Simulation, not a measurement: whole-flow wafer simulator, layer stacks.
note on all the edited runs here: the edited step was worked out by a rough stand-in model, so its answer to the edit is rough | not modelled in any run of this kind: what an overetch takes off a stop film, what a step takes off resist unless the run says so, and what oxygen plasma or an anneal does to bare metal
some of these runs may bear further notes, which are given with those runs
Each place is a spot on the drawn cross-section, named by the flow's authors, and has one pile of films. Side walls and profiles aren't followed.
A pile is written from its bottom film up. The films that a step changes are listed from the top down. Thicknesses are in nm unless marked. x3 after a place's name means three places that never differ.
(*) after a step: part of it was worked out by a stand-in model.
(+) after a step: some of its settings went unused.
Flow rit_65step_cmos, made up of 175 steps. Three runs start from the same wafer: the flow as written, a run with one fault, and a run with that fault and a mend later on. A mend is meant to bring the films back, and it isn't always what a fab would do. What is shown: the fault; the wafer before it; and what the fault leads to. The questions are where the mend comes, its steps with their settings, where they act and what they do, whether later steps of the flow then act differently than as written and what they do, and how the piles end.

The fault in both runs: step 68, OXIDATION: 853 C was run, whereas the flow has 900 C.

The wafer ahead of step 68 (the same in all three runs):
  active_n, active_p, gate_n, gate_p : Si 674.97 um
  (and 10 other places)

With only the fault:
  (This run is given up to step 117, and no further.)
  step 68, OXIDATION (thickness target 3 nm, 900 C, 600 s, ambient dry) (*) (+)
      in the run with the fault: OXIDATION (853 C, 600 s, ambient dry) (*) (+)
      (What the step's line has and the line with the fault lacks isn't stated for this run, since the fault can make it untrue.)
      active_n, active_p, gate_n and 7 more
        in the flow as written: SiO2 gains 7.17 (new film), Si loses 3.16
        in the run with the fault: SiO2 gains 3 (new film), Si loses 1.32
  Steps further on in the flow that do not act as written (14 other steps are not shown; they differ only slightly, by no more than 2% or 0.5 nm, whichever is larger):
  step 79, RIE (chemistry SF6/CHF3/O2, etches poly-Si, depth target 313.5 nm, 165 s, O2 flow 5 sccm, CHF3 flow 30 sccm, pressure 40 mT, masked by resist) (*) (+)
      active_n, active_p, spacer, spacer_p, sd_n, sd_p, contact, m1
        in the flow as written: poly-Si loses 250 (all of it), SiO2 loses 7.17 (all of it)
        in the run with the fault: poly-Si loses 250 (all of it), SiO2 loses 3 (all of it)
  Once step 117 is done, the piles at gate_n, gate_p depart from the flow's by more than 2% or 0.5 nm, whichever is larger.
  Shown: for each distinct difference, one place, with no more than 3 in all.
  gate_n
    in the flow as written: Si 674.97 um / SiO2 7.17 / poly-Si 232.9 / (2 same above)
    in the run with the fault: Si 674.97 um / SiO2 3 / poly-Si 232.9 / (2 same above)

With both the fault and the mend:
  The mend follows step 69.
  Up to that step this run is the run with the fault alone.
  step 69a, OXIDATION (900 C, 488.4 s, ambient dry) (*) (+) (a further turn of the flow's step 68, with different settings)
      active_n, active_p, gate_n and 7 more
        SiO2 gains 4, Si loses 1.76
  Later steps of the flow that are run all act as written at every place that is followed, up to a difference of at most 2% or 0.5 nm, whichever is larger.
  The piles end only slightly different from the flow's at the places that both follow, by no more than 2% or 0.5 nm, whichever is larger.
